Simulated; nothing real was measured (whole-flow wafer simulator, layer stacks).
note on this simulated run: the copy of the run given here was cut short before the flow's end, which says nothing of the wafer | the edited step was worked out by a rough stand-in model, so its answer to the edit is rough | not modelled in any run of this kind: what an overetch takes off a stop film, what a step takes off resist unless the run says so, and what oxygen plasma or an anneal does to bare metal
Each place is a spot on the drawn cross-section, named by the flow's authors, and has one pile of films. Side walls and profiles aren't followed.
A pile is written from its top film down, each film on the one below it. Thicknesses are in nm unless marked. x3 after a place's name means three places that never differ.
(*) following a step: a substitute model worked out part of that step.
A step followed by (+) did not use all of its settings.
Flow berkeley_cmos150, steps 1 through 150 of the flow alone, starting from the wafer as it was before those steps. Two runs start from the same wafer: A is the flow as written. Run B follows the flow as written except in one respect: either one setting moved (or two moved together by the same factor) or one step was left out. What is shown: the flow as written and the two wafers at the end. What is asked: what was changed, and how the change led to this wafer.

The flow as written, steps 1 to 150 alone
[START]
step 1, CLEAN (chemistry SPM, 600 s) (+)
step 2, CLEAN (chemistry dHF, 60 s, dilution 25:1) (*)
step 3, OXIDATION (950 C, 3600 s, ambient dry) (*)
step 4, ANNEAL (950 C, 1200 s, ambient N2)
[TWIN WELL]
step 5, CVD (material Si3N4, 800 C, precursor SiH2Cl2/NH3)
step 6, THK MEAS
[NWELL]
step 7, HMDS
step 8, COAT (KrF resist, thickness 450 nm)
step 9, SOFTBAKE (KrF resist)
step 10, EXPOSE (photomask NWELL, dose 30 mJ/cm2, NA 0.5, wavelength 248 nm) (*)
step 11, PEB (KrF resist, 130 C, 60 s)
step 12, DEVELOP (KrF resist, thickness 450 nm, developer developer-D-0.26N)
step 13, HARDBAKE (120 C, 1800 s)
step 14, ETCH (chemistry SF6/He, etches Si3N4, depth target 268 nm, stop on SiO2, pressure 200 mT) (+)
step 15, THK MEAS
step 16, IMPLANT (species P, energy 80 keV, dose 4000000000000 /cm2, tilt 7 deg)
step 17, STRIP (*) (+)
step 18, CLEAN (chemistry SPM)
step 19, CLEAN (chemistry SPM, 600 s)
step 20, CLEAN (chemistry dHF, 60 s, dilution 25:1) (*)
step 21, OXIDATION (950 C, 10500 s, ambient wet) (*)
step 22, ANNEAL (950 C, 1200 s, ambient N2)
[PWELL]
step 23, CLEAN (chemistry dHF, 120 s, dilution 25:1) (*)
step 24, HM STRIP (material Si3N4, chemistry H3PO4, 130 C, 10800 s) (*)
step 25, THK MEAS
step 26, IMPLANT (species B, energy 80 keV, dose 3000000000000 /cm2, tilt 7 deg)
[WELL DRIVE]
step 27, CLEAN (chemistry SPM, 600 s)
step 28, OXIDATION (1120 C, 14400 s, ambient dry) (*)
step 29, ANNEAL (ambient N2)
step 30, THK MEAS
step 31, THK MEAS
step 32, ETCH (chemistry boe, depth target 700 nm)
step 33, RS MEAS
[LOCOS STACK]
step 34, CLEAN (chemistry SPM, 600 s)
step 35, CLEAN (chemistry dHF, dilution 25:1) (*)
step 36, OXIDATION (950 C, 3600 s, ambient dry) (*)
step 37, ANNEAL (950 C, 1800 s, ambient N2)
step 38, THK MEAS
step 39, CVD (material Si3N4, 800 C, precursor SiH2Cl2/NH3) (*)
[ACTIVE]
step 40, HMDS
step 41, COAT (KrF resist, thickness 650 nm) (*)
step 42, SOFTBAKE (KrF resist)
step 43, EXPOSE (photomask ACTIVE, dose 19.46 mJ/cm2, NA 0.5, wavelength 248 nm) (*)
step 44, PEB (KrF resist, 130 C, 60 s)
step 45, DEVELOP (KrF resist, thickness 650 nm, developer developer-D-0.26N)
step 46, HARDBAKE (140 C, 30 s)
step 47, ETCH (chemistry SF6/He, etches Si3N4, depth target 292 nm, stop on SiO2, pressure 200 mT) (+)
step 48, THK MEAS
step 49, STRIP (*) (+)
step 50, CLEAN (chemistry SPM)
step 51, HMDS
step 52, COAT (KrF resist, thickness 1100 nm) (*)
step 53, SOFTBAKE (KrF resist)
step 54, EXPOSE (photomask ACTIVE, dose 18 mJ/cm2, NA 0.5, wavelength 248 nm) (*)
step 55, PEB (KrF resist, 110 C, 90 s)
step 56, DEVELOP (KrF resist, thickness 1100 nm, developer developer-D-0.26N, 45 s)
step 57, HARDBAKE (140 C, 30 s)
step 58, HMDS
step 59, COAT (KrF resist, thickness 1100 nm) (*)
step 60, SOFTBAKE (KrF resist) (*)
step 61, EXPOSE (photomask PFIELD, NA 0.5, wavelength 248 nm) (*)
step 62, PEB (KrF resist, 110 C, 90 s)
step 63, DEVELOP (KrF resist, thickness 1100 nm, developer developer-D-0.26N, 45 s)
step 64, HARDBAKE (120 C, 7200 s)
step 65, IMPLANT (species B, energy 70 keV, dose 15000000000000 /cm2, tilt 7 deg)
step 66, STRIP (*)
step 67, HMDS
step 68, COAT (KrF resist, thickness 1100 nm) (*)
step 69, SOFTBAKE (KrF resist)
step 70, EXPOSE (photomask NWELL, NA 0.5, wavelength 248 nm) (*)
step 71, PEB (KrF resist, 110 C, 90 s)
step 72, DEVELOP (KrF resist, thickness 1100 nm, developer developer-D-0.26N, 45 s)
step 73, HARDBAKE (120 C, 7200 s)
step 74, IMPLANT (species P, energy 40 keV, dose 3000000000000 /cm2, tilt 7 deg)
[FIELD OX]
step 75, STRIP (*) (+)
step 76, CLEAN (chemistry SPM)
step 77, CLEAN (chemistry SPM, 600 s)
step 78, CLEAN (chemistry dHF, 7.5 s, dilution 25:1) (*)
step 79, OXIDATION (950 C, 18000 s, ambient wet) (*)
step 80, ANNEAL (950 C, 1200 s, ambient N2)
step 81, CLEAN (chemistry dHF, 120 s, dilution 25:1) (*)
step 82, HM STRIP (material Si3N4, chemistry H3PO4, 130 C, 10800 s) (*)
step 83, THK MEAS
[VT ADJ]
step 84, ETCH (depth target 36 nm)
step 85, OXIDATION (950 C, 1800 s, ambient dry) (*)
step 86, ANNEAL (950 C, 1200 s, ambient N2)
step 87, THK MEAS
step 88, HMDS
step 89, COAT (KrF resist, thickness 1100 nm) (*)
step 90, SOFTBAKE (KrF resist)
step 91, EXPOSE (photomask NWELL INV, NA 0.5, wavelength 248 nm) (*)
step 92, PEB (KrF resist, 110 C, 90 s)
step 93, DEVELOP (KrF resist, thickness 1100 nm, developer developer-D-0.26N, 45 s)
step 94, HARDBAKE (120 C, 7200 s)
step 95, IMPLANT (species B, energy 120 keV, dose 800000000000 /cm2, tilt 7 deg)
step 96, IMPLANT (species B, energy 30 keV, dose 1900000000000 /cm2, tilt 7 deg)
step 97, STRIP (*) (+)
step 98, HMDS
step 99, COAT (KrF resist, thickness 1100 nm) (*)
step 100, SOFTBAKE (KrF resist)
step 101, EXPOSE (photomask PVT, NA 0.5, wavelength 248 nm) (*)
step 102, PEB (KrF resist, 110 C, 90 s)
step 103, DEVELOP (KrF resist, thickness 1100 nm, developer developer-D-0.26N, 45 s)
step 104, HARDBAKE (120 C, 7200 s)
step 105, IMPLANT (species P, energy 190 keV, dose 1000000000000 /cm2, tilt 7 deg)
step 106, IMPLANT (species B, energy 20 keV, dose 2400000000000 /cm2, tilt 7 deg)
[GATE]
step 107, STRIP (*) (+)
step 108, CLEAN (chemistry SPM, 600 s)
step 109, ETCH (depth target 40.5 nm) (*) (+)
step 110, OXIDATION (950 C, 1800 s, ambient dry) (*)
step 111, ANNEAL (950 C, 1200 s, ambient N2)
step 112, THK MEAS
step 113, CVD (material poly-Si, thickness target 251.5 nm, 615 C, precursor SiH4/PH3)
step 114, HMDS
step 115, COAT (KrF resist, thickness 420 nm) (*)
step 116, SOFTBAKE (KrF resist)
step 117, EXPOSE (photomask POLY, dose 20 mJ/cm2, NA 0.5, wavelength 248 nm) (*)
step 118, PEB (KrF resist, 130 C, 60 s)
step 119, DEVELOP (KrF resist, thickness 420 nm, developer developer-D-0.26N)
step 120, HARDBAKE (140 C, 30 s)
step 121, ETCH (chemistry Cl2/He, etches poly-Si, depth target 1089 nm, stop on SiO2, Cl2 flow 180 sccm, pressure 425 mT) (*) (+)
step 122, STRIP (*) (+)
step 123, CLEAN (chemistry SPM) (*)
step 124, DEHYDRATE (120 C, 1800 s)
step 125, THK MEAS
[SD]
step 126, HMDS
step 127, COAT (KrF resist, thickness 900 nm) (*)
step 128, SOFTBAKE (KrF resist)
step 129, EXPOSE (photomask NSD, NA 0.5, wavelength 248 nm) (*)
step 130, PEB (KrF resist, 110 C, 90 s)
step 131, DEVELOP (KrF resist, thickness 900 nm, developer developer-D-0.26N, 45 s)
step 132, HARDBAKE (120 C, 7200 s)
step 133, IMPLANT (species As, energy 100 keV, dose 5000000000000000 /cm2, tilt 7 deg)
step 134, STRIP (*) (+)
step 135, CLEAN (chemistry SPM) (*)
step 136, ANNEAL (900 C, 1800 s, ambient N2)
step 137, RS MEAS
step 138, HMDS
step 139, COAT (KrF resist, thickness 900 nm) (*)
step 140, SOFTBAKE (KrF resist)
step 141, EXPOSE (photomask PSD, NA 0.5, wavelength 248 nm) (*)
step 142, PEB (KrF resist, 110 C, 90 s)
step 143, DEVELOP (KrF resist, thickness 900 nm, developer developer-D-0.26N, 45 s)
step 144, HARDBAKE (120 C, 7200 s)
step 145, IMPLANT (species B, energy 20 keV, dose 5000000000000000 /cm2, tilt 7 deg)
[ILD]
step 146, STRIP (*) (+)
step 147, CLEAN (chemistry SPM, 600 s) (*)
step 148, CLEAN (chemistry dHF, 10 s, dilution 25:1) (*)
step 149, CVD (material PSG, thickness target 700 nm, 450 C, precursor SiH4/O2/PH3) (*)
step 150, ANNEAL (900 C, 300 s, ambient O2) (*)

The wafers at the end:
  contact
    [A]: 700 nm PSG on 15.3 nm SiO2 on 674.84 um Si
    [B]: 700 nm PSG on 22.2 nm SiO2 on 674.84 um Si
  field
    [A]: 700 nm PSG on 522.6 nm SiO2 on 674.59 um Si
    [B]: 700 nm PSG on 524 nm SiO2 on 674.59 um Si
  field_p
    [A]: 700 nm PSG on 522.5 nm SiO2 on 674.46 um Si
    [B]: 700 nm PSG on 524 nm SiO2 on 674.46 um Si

The reason: step 110, OXIDATION: 2880 s was run, while the flow as written has 1800 s.

Step by step, how the change led to this:
  step 110, OXIDATION (950 C, 1800 s, ambient dry) (*)
      sd_n, gate_n, sd_p, gate_p, contact, m1: A +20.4 SiO2 (new film), -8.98 Si | B +27.3 SiO2 (new film), -12 Si
      field, field_p: A +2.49 SiO2, -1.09 Si | B +3.98 SiO2, -1.75 Si
